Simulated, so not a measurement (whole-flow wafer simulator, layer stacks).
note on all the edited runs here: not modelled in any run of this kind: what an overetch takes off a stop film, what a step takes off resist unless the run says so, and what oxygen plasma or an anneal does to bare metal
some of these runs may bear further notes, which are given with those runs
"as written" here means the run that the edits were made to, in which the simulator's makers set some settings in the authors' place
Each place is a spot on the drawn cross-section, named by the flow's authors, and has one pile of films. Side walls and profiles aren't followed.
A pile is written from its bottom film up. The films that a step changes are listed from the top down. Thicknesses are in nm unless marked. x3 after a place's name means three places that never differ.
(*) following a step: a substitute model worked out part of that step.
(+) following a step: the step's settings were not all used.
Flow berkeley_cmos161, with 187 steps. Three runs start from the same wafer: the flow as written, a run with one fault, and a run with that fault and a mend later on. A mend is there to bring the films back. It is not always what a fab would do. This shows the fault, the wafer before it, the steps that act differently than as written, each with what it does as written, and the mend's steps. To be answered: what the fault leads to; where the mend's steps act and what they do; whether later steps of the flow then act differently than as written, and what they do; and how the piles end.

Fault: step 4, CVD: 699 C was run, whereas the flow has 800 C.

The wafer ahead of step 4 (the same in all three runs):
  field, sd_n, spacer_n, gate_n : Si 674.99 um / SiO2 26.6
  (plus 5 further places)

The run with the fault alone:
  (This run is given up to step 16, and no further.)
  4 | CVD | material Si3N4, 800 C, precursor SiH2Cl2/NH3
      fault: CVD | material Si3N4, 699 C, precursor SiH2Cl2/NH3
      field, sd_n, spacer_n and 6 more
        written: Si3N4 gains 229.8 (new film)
        fault: Si3N4 gains 45.3 (new film)
  Later steps of the flow acting differently than as written (not shown: 1 more step that differs only slightly, by at most 2% or 0.5 nm, whichever is larger):
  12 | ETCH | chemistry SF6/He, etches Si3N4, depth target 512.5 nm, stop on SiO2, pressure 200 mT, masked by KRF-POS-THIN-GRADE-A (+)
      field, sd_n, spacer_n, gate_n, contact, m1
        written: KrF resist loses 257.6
        fault: KrF resist loses 57.1
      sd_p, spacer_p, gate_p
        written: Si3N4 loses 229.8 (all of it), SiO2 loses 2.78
        fault: Si3N4 loses 45.3 (all of it), SiO2 loses 2.78
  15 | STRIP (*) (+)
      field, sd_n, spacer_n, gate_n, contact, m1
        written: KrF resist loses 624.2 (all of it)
        fault: KrF resist loses 824.6 (all of it)
  The piles after step 16 differ from the flow's at field, sd_n, spacer_n, gate_n, contact, m1 by more than 2% or 0.5 nm, whichever is larger.
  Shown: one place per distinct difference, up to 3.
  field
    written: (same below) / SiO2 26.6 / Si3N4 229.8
    fault: (same below) / SiO2 26.6 / Si3N4 45.3

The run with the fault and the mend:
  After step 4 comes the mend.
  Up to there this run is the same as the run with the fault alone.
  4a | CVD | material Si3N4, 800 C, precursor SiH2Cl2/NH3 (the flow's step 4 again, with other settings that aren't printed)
      field, sd_n, spacer_n and 6 more
        Si3N4 gains 184.5
  Later steps of the flow that are run all act as written at every place that is followed.
  By the end, the piles equal the flow's at every place that both follow.
